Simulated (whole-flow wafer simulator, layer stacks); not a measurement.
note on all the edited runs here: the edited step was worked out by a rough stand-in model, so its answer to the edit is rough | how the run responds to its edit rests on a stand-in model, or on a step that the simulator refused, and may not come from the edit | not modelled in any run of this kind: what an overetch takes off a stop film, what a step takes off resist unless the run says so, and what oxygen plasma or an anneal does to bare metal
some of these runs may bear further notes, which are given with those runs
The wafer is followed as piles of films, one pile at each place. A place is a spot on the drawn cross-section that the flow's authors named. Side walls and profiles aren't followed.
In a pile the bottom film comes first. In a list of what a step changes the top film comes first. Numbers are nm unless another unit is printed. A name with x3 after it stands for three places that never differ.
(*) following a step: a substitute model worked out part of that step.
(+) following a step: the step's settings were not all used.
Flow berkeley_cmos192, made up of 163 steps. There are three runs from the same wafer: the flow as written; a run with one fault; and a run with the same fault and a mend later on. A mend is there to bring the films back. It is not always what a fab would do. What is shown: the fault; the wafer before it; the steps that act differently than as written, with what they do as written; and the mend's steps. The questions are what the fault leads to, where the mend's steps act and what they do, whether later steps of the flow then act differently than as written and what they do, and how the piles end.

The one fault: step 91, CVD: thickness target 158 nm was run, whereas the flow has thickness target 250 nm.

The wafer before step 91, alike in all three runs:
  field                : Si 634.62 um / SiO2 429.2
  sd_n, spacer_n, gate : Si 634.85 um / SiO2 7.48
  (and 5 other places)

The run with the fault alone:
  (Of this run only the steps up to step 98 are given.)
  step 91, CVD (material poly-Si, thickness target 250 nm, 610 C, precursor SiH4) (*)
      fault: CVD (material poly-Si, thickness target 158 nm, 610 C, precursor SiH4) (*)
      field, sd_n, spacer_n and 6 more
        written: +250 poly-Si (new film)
        fault: +158 poly-Si (new film)
  Later steps of the flow acting differently than as written (not shown: 2 more steps that differ only slightly, by at most 2% or 0.5 nm, whichever is larger):
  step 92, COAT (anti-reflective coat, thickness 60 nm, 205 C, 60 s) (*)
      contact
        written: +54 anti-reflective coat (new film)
        fault: +52.7 anti-reflective coat (new film)
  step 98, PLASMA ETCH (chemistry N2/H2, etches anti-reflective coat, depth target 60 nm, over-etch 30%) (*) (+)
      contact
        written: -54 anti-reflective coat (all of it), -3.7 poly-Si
        fault: -52.7 anti-reflective coat (all of it), -3.64 poly-Si
  Once step 98 is done, the piles at field, sd_n, spacer_n and 6 more depart from the flow's by more than 2% or 0.5 nm, whichever is larger.
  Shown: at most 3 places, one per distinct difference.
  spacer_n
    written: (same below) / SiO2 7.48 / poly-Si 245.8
    fault: (same below) / SiO2 7.48 / poly-Si 153.9
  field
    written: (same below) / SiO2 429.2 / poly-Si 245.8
    fault: (same below) / SiO2 429.2 / poly-Si 153.9
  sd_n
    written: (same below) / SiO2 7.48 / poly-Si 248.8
    fault: (same below) / SiO2 7.48 / poly-Si 156.8

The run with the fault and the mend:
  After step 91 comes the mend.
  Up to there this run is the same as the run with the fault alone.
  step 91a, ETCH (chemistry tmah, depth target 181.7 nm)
      field, sd_n, spacer_n and 6 more
        -158 poly-Si (all of it)
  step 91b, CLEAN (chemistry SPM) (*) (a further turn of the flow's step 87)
      alters no film at any place that is followed
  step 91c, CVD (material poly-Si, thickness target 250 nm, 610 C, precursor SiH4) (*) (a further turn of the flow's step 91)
      field, sd_n, spacer_n and 6 more
        +250 poly-Si (new film)
  None of the later steps of the flow differs from how it acts as written, at any place that is followed, by more than 2% or 0.5 nm, whichever is larger.
  At every place that both follow, the piles at the end match the flow's.
